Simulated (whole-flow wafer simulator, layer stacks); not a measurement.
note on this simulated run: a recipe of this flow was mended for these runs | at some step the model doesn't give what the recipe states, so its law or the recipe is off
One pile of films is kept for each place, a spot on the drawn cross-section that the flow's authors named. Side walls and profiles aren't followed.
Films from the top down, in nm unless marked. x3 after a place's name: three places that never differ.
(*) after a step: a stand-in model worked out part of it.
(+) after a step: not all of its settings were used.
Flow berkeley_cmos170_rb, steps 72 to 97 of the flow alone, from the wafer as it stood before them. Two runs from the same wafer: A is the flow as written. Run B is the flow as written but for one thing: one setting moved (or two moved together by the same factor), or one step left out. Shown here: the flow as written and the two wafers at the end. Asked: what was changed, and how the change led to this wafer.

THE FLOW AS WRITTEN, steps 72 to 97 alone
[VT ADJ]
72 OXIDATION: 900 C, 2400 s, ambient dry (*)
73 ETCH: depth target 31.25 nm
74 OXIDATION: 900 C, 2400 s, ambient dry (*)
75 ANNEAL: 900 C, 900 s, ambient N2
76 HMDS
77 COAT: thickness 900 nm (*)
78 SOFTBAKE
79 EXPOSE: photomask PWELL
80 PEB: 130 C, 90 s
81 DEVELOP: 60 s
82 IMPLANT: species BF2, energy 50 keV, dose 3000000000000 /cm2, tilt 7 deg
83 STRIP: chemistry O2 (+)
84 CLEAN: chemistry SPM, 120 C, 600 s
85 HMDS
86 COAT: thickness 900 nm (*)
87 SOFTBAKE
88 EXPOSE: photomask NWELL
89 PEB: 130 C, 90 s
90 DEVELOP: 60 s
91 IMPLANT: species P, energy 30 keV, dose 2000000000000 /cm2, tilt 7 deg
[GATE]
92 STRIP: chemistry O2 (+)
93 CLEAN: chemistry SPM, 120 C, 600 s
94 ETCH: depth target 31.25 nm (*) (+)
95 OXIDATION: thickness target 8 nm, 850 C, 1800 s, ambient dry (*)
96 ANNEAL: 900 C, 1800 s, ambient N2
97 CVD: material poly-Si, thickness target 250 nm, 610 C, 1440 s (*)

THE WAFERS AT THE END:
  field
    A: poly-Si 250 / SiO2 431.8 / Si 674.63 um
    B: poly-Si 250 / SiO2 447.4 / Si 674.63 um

The cause: step 73, ETCH: depth target 15.62 nm was run, where the flow has depth target 31.25 nm.

How the change led to this, step by step:
  73 ETCH: depth target 31.25 nm
      field: A SiO2 -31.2 | B SiO2 -15.6
